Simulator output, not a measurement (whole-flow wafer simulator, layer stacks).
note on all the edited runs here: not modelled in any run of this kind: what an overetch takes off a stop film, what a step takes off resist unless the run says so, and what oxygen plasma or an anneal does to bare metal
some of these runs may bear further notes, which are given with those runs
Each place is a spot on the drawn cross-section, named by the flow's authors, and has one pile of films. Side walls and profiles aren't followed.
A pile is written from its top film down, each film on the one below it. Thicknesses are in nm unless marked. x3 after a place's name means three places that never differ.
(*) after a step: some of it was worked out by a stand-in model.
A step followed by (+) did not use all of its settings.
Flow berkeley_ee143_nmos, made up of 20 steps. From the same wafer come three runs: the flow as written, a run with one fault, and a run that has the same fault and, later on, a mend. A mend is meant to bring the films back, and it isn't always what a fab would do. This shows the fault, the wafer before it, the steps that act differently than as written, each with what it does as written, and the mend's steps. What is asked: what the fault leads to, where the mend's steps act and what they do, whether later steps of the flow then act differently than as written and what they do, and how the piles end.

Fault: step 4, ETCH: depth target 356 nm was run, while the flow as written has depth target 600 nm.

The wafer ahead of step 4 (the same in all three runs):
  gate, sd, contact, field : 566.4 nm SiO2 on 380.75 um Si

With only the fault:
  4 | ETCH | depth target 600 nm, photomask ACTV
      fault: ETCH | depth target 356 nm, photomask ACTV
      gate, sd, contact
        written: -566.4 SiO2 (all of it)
        fault: -356 SiO2
  Steps further on in the flow that do not act as written:
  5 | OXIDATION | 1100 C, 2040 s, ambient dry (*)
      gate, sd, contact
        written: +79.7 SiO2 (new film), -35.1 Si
        fault: +25 SiO2, -11 Si
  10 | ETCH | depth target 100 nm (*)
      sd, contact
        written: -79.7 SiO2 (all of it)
        fault: -100 SiO2
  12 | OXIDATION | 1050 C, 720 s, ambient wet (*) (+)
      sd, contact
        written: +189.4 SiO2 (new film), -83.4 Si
        fault: +130.9 SiO2, -57.6 Si
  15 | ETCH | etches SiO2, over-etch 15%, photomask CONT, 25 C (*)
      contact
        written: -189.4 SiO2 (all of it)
        fault: -266.3 SiO2 (all of it)
  At gate, sd, the piles at the end differ from the flow's by more than 2% or 0.5 nm, whichever is larger.
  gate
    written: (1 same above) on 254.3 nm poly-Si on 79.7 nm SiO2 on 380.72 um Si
    fault: (1 same above) on 254.3 nm poly-Si on 235.4 nm SiO2 on 380.74 um Si
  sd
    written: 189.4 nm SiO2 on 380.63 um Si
    fault: 266.3 nm SiO2 on 380.68 um Si

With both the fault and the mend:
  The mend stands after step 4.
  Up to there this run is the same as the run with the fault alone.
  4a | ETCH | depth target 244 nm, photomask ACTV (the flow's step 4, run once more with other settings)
      gate, sd, contact
        -210.4 SiO2 (all of it)
  Later steps of the flow that are run all act as written at every place that is followed.
  At every place that both follow, the piles at the end match the flow's.
